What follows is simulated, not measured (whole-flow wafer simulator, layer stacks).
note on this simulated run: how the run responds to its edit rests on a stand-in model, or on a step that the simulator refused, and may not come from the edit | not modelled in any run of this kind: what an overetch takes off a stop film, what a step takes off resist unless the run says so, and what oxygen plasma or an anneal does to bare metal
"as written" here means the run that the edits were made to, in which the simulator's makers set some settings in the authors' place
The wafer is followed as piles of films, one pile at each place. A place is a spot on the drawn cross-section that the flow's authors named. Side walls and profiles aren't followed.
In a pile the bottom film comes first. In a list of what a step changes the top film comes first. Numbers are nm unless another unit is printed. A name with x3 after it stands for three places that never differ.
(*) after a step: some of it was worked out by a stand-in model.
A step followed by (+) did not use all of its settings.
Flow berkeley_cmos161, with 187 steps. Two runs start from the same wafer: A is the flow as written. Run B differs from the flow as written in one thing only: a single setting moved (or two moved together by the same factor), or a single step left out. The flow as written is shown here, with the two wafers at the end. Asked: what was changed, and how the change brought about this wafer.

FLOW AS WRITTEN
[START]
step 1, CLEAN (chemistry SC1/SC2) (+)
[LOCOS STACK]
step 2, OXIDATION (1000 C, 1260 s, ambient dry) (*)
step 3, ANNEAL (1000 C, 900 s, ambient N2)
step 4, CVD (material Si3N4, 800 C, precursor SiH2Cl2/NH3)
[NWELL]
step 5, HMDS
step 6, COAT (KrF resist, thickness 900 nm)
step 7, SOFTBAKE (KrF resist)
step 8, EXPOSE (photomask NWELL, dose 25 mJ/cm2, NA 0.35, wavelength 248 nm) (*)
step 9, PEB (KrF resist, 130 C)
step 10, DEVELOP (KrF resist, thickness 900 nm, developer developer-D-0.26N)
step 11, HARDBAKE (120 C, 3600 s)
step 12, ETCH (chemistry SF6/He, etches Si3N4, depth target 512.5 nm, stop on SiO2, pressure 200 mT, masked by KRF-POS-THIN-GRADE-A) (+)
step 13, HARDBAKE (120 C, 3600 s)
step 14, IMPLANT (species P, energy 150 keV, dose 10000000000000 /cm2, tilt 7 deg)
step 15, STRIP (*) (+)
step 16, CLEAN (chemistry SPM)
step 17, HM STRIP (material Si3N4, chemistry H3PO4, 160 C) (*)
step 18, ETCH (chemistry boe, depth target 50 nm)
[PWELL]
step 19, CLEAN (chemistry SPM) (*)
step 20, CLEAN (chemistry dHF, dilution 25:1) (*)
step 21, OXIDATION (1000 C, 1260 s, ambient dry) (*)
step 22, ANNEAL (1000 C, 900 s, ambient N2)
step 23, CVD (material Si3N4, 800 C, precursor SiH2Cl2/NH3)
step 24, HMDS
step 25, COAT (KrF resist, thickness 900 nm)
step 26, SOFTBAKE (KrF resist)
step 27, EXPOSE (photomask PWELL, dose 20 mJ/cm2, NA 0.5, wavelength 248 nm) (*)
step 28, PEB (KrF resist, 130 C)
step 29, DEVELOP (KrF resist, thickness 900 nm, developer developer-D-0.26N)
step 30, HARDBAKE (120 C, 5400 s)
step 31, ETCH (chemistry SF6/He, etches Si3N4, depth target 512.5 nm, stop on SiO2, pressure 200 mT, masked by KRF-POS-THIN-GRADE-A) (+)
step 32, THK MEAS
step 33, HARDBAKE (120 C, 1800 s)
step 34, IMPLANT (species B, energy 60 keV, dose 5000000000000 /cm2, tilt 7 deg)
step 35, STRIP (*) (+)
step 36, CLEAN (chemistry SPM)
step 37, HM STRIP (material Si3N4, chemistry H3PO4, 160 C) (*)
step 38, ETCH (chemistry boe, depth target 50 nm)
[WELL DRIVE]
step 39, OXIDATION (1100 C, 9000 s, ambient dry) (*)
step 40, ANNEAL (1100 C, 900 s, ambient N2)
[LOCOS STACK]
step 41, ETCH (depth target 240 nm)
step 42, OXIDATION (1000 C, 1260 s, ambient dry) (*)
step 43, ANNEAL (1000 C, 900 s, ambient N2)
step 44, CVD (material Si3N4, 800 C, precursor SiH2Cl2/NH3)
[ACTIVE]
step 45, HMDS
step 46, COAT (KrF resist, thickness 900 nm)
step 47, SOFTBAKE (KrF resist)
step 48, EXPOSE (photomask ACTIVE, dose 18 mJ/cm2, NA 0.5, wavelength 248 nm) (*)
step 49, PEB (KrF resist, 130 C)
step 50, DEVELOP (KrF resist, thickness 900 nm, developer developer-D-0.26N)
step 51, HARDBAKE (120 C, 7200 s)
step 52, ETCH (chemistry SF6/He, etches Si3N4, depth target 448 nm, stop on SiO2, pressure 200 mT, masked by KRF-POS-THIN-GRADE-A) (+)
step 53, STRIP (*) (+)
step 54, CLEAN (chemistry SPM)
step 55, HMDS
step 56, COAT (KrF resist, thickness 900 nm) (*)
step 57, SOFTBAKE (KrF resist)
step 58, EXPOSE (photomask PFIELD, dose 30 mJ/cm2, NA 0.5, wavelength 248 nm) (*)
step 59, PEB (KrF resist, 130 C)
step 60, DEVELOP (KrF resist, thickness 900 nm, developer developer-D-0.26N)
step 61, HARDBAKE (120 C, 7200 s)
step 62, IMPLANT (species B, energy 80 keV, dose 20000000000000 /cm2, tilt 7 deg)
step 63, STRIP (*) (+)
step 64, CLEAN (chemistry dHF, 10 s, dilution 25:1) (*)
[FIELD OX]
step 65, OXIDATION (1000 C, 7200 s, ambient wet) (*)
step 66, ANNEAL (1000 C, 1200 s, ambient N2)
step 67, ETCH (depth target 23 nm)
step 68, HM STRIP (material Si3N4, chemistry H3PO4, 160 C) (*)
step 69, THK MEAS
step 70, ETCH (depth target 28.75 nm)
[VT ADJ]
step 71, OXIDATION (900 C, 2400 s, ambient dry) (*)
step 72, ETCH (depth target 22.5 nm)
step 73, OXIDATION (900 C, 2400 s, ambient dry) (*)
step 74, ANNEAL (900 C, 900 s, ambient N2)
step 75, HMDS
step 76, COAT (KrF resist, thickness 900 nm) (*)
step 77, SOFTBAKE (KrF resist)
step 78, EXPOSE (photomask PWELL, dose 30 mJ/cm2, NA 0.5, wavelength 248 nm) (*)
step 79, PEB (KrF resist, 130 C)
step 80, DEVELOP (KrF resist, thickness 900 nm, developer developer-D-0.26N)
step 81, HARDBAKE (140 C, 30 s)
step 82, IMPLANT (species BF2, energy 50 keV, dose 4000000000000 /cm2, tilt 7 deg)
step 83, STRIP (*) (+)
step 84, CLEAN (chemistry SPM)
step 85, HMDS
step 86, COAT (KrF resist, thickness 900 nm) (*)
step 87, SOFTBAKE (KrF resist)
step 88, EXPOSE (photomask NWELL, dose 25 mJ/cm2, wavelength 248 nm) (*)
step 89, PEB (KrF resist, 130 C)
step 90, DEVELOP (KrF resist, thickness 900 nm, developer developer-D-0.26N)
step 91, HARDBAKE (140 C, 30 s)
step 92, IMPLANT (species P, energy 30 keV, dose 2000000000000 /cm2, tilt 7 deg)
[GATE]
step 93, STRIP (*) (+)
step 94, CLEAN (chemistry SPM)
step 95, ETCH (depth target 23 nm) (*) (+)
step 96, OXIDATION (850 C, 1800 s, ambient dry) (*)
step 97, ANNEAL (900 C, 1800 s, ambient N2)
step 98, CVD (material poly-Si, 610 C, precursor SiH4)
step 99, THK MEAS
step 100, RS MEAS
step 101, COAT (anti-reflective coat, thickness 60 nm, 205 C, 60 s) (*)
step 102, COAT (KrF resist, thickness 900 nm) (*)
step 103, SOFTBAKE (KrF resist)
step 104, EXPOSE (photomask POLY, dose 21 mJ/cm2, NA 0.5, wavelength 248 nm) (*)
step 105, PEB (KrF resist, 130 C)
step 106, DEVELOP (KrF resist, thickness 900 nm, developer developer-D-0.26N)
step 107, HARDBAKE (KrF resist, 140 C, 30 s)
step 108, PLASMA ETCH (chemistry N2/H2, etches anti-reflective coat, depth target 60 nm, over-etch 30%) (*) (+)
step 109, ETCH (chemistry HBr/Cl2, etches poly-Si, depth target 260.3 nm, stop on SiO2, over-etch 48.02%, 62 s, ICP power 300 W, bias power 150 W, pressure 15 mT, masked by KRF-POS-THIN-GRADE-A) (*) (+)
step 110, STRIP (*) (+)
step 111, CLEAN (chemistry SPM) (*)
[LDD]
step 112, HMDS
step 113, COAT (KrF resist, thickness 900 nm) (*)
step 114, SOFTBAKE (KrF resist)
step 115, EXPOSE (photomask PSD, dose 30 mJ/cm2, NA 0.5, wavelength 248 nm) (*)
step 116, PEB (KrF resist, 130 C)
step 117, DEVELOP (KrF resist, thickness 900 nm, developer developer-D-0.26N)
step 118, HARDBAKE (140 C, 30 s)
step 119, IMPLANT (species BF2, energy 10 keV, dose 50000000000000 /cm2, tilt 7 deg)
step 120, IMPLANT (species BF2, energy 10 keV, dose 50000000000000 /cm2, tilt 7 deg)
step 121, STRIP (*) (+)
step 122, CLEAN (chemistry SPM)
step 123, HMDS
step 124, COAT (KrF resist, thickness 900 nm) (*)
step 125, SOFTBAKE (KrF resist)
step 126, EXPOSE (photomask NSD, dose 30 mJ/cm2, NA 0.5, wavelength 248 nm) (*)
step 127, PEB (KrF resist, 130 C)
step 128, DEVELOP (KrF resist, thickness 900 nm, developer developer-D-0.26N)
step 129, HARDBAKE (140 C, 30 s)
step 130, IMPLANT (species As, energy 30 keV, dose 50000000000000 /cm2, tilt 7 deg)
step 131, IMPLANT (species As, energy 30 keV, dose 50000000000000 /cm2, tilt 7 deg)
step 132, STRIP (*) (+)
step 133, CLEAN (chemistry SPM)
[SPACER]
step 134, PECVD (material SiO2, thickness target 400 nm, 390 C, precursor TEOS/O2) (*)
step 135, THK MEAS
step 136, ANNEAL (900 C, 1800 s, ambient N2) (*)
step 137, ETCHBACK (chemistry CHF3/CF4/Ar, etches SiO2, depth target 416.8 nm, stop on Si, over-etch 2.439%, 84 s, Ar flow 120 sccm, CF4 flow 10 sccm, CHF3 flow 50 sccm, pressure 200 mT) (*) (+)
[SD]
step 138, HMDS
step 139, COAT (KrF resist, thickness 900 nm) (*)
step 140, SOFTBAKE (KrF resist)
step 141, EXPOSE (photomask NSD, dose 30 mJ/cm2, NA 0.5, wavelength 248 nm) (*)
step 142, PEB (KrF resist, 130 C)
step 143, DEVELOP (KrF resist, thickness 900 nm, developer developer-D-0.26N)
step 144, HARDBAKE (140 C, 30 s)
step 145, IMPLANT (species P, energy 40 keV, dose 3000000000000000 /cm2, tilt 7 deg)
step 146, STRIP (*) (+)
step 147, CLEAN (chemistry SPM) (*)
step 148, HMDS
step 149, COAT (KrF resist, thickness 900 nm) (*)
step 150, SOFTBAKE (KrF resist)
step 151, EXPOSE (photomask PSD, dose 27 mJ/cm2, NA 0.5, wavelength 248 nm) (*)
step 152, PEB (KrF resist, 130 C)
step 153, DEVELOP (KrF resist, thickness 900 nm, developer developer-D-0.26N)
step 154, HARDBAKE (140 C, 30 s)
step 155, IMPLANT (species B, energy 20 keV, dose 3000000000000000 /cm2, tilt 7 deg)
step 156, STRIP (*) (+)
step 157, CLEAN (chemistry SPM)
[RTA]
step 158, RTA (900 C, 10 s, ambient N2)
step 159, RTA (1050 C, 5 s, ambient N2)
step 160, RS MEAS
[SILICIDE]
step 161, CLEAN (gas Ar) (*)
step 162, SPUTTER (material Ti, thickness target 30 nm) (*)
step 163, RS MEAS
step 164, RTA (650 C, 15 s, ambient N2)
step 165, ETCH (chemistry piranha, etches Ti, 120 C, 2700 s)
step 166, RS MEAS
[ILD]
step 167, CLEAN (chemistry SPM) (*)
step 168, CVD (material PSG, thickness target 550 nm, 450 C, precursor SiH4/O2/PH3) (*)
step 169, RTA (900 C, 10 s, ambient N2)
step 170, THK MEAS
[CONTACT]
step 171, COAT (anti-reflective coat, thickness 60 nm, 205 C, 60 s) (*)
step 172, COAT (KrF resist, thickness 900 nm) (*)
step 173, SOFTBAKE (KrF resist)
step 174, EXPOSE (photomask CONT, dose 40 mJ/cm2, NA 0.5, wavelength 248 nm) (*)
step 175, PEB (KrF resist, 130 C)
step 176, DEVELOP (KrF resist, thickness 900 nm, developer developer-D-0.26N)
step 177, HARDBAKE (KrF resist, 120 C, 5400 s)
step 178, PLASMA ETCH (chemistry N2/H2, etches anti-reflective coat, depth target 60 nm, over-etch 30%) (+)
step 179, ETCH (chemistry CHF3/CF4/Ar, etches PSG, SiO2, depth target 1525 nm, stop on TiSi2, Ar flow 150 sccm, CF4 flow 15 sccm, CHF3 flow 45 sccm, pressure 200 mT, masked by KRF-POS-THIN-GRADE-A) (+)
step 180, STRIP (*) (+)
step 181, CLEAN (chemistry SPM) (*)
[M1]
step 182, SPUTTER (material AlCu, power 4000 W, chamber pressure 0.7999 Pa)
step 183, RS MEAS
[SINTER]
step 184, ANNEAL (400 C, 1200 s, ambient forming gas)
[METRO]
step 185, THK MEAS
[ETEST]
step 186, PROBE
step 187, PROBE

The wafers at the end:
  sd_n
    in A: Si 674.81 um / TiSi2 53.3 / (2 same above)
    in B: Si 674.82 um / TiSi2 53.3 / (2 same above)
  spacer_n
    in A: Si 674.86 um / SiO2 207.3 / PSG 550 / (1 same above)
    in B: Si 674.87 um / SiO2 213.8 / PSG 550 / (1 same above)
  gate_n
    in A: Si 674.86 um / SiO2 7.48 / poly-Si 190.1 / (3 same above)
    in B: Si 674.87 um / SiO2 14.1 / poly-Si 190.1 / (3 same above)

The reason: step 41, ETCH: depth target 144 nm was run, whereas the flow has depth target 240 nm.

The path from the change to this, step by step:
  step 41, ETCH (depth target 240 nm)
      field, sd_n, spacer_n and 6 more: A SiO2 loses 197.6 (all of it) | B SiO2 loses 144
  step 42, OXIDATION (1000 C, 1260 s, ambient dry) (*)
      field, sd_n, spacer_n and 6 more: A SiO2 gains 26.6 (new film), Si loses 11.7 | B SiO2 gains 15.1, Si loses 6.66
  step 65, OXIDATION (1000 C, 7200 s, ambient wet) (*)
      spacer_n, gate_n, spacer_p, gate_p, m1: A SiO2 gains 12.1 (new film), Si3N4 loses 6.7 | B SiO2 gains 12.1 (new film), Si3N4 loses 6.7, SiO2 gains 0.05
      contact: A SiO2 gains 12.1 (new film), Si3N4 loses 6.7 | B SiO2 gains 12.1 (new film), Si3N4 loses 6.7, SiO2 gains 0.09
      (as well as at 3 more places)
  step 70, ETCH (depth target 28.75 nm)
      spacer_n, spacer_p, contact: A SiO2 loses 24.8 (all of it) | B SiO2 loses 28.8
      gate_n, gate_p, m1: A SiO2 loses 24.8 (all of it) | B SiO2 loses 28.7
      (as well as at 2 more places)
  step 71, OXIDATION (900 C, 2400 s, ambient dry) (*)
      spacer_n, gate_n, spacer_p, gate_p, m1: A SiO2 gains 14.9 (new film), Si loses 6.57 | B SiO2 gains 8.81, Si loses 3.88
      sd_n: A SiO2 gains 14.9 (new film), Si loses 6.57 | B SiO2 gains 8.23, Si loses 3.62
      (as well as at 2 more places)
  step 72, ETCH (depth target 22.5 nm)
      sd_n, spacer_n, gate_n, sd_p, spacer_p, gate_p, contact, m1: A SiO2 loses 14.9 (all of it) | B SiO2 loses 22.5
  step 73, OXIDATION (900 C, 2400 s, ambient dry) (*)
      spacer_n, gate_n, spacer_p, gate_p, m1: A SiO2 gains 14.9 (new film), Si loses 6.57 | B SiO2 gains 8.06, Si loses 3.55
      sd_n: A SiO2 gains 14.9 (new film), Si loses 6.57 | B SiO2 gains 7.64, Si loses 3.36
      (as well as at 2 more places)
  step 95, ETCH (depth target 23 nm) (*) (+)
      sd_n, spacer_n, gate_n, sd_p, spacer_p, gate_p, contact, m1: A SiO2 loses 14.9 (all of it) | B SiO2 loses 23
  step 96, OXIDATION (850 C, 1800 s, ambient dry) (*)
      spacer_n, gate_n, spacer_p, gate_p, contact, m1: A SiO2 gains 7.48 (new film), Si loses 3.29 | B SiO2 gains 4.43, Si loses 1.95
      sd_n: A SiO2 gains 7.48 (new film), Si loses 3.29 | B SiO2 gains 3.72, Si loses 1.64
      (as well as at 1 more place)
  step 101, COAT (anti-reflective coat, thickness 60 nm, 205 C, 60 s) (*)
      sd_n: A anti-reflective coat gains 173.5 (new film) | B anti-reflective coat gains 177.8 (new film)
      spacer_p: A anti-reflective coat gains 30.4 (new film) | B anti-reflective coat gains 32 (new film)
      (as well as at 2 more places)
  step 108, PLASMA ETCH (chemistry N2/H2, etches anti-reflective coat, depth target 60 nm, over-etch 30%) (*) (+)
      sd_n: A anti-reflective coat loses 173.5 (all of it), poly-Si loses 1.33 | B anti-reflective coat loses 177.8 (all of it), poly-Si loses 1.37
      spacer_p: A anti-reflective coat loses 30.4 (all of it), poly-Si loses 5 | B anti-reflective coat loses 32 (all of it), poly-Si loses 5.11
      (as well as at 1 more place)
  step 110, STRIP (*) (+)
      gate_p: A chemical SiO2 gains 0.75 (new film), KrF resist loses 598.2 (all of it), anti-reflective coat loses 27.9 (all of it), poly-Si loses 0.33 | B chemical SiO2 gains 0.75 (new film), KrF resist loses 602 (all of it), anti-reflective coat loses 29.7 (all of it), poly-Si loses 0.33
  step 137, ETCHBACK (chemistry CHF3/CF4/Ar, etches SiO2, depth target 416.8 nm, stop on Si, over-etch 2.439%, 84 s, Ar flow 120 sccm, CF4 flow 10 sccm, CHF3 flow 50 sccm, pressure 200 mT) (*) (+)
      sd_n: A SiO2 loses 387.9 (all of it) | B SiO2 loses 401.7 (all of it)
      sd_p: A SiO2 loses 373.4 (all of it) | B SiO2 loses 386.7 (all of it)
  step 171, COAT (anti-reflective coat, thickness 60 nm, 205 C, 60 s) (*)
      sd_n: A anti-reflective coat gains 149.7 (new film) | B anti-reflective coat gains 170.7 (new film)
      sd_p: A anti-reflective coat gains 91.6 (new film) | B anti-reflective coat gains 94.6 (new film)
      (as well as at 1 more place)
  step 180, STRIP (*) (+)
      sd_n: A KrF resist loses 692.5 (all of it), anti-reflective coat loses 149.7 (all of it) | B KrF resist loses 687 (all of it), anti-reflective coat loses 170.7 (all of it)
      sd_p: A KrF resist loses 777.2 (all of it), anti-reflective coat loses 91.6 (all of it) | B KrF resist loses 789 (all of it), anti-reflective coat loses 94.6 (all of it)
      (as well as at 1 more place)
  step 182, SPUTTER (material AlCu, power 4000 W, chamber pressure 0.7999 Pa)
      sd_p: A AlCu gains 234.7 (new film) | B AlCu gains 229.1 (new film)
